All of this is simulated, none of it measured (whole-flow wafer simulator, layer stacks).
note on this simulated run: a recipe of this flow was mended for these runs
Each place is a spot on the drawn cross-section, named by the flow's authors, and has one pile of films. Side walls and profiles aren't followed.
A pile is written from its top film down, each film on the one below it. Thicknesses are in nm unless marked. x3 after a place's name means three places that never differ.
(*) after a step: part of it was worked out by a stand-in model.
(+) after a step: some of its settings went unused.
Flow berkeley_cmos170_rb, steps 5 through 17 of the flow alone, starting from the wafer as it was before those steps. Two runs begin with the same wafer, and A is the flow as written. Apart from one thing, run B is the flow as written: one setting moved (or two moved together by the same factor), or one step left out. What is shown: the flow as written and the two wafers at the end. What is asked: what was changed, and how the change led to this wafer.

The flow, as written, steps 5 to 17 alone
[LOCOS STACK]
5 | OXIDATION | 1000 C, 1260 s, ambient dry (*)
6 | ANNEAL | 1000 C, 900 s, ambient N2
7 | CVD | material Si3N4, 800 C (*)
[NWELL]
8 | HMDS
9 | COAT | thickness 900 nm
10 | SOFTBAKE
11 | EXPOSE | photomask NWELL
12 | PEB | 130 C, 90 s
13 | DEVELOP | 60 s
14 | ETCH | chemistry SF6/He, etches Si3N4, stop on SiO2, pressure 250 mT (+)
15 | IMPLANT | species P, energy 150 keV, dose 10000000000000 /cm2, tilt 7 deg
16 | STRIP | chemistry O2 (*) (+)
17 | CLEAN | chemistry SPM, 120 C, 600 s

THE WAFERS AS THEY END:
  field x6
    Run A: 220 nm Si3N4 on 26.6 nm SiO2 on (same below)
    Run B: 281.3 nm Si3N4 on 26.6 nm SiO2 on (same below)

The reason: step 7, CVD: 820 C was run, while the flow as written has 800 C.

The path from the change to this, step by step:
  7 | CVD | material Si3N4, 800 C (*)
      field x6, sd_p x3: A +220 Si3N4 (new film) | B +281.3 Si3N4 (new film)
  14 | ETCH | chemistry SF6/He, etches Si3N4, stop on SiO2, pressure 250 mT (+)
      field x6: A -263 KrF-resist | B -329.7 KrF-resist
      sd_p x3: A -220 Si3N4 (all of it), -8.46 SiO2 | B -281.3 Si3N4 (all of it), -8.46 SiO2
  16 | STRIP | chemistry O2 (*) (+)
      field x6: A -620 KrF-resist (all of it) | B -553.4 KrF-resist (all of it)
